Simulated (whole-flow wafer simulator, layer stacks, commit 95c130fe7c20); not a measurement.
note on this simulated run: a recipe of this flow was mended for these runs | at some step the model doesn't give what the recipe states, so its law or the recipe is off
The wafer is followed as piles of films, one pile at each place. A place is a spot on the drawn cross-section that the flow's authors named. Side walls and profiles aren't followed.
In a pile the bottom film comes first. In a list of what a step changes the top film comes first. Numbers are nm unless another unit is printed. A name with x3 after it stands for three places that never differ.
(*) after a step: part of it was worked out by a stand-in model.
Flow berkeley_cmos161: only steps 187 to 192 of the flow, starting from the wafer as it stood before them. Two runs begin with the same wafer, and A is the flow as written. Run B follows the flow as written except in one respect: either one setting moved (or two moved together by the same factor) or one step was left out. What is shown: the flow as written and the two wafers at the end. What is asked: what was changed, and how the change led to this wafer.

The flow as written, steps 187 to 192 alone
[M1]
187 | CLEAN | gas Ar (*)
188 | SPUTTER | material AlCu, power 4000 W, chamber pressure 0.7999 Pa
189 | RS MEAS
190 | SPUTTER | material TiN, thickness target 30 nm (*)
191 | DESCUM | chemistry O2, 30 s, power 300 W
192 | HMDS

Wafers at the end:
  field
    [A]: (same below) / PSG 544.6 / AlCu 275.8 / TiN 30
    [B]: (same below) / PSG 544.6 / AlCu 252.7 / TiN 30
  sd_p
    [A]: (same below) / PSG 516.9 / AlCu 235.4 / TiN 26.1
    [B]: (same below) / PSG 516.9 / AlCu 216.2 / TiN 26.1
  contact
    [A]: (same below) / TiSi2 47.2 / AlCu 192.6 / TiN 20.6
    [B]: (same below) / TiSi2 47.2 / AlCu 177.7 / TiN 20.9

Cause: step 188, SPUTTER: chamber pressure 0.9919 Pa was run, whereas the flow has chamber pressure 0.7999 Pa.

The path from the change to this, step by step:
  188 | SPUTTER | material AlCu, power 4000 W, chamber pressure 0.7999 Pa
      field, sd_n, spacer_n, gate_n, spacer_p, gate_p, m1: A +275.8 AlCu (new film) | B +252.7 AlCu (new film)
      sd_p: A +235.4 AlCu (new film) | B +216.2 AlCu (new film)
      (as well as at 1 more place)
